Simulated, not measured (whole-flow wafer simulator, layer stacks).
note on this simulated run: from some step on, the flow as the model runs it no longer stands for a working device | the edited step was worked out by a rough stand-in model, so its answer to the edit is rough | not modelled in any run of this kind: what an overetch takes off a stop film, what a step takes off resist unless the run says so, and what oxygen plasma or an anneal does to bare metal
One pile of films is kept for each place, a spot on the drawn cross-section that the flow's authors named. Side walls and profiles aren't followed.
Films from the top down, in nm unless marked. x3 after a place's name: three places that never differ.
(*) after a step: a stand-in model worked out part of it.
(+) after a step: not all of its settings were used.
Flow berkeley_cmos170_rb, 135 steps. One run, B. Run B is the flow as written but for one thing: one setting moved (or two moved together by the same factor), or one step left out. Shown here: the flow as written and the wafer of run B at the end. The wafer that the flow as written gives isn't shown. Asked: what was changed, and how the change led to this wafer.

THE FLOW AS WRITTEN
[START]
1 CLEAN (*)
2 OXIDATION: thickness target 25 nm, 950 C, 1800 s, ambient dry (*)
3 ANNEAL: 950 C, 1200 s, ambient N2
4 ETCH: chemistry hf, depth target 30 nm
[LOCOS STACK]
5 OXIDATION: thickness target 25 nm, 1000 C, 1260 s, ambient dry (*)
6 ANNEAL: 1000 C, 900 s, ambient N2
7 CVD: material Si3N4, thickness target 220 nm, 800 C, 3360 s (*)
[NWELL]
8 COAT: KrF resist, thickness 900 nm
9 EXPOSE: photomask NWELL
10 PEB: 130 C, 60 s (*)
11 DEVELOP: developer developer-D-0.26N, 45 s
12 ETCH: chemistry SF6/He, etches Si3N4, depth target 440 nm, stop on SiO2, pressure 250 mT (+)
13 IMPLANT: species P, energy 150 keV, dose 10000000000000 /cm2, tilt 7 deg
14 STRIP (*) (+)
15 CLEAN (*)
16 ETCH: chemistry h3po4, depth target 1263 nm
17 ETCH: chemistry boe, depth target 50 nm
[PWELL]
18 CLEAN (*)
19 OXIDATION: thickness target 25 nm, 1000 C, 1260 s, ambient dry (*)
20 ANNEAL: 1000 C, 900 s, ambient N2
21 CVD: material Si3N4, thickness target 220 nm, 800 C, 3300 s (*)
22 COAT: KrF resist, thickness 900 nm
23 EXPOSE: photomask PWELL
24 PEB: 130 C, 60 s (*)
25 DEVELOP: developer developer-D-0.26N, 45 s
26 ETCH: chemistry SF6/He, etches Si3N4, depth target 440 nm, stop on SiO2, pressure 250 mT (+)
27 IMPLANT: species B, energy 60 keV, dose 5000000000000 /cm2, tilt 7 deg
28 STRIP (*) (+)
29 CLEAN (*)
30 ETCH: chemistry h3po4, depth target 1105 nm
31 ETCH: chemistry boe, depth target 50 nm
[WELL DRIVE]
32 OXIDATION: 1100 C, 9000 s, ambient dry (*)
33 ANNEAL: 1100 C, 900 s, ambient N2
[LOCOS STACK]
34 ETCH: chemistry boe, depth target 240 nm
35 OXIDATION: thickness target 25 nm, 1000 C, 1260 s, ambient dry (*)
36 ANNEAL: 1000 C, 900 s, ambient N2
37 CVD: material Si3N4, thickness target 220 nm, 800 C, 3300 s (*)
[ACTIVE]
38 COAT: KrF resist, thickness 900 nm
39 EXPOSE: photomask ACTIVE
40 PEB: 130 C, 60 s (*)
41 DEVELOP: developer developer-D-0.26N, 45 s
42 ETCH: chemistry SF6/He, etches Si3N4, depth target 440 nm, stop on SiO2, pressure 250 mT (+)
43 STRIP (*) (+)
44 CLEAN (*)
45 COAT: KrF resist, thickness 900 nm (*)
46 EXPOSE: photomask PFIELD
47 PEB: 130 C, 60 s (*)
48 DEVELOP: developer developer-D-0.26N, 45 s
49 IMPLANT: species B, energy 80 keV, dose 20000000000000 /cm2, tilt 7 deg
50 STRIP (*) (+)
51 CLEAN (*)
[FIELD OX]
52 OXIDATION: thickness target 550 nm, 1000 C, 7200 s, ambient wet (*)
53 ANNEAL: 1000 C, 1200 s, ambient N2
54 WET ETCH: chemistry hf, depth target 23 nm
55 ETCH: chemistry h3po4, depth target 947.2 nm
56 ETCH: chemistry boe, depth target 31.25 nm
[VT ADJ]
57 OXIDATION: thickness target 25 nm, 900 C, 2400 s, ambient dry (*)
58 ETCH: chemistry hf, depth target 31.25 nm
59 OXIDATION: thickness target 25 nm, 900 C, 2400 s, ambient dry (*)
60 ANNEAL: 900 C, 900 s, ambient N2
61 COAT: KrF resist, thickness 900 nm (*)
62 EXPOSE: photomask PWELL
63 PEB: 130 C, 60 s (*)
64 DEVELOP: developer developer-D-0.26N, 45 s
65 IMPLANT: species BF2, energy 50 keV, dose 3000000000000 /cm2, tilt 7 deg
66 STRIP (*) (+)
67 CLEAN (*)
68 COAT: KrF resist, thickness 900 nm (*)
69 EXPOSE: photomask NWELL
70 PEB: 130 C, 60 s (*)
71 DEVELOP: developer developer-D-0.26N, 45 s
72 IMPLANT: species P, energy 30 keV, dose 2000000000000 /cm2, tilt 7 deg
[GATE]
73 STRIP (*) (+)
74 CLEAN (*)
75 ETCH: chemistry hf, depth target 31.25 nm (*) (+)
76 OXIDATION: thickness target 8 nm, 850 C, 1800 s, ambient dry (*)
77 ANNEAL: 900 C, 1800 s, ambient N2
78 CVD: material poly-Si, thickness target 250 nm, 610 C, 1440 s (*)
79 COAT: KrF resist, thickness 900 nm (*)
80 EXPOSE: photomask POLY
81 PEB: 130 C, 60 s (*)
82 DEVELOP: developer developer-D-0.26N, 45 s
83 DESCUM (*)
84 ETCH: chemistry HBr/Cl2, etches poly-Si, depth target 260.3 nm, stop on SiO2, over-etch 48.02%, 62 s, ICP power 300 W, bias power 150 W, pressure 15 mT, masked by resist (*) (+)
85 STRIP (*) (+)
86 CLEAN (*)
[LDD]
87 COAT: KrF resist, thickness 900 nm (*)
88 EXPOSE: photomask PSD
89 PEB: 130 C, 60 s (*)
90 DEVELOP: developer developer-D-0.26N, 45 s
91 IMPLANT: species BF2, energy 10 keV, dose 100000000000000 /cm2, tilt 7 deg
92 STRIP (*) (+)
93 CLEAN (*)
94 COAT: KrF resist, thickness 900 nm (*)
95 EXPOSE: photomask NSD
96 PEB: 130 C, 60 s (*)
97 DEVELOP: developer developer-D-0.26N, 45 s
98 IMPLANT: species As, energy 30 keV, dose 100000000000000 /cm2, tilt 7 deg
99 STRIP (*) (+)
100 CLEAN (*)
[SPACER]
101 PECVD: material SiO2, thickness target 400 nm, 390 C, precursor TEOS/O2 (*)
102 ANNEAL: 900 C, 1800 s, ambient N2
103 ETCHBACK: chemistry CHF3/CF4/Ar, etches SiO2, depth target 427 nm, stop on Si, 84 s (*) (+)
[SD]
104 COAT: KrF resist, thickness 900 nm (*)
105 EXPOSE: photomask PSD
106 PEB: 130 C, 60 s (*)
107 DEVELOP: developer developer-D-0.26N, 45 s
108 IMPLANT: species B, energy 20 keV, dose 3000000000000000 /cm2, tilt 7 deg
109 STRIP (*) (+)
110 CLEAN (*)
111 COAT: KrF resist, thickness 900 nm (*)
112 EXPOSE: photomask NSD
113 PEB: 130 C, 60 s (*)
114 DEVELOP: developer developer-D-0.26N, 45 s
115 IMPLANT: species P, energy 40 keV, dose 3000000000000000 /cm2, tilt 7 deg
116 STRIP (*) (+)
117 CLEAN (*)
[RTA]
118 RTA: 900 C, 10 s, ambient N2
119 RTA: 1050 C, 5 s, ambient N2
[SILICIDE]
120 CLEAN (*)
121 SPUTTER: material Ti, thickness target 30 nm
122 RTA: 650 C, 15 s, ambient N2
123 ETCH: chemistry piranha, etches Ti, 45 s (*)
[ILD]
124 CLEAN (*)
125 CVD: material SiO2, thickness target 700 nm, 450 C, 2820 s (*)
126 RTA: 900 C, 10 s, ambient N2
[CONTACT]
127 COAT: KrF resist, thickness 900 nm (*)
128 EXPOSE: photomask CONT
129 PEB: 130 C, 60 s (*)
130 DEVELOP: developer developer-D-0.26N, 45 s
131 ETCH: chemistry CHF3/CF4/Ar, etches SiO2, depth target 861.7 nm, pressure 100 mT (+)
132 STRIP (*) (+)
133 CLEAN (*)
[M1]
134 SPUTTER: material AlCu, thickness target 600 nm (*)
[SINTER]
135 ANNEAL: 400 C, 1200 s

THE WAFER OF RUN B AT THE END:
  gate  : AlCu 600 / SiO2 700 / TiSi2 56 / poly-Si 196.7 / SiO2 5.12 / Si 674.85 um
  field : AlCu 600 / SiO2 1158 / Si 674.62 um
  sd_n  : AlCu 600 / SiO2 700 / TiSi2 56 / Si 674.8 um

The cause: step 76, OXIDATION: 900 s was run, where the flow has 1800 s.

How the change led to this, step by step:
  76 OXIDATION: thickness target 8 nm, 850 C, 1800 s, ambient dry (*)
      sd_n, spacer_n, gate, sd_p, spacer_p, gate_p, contact, m1: SiO2 +5.12 (new film), Si -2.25 (as written it would be: SiO2 +7.53 (new film), Si -3.31)
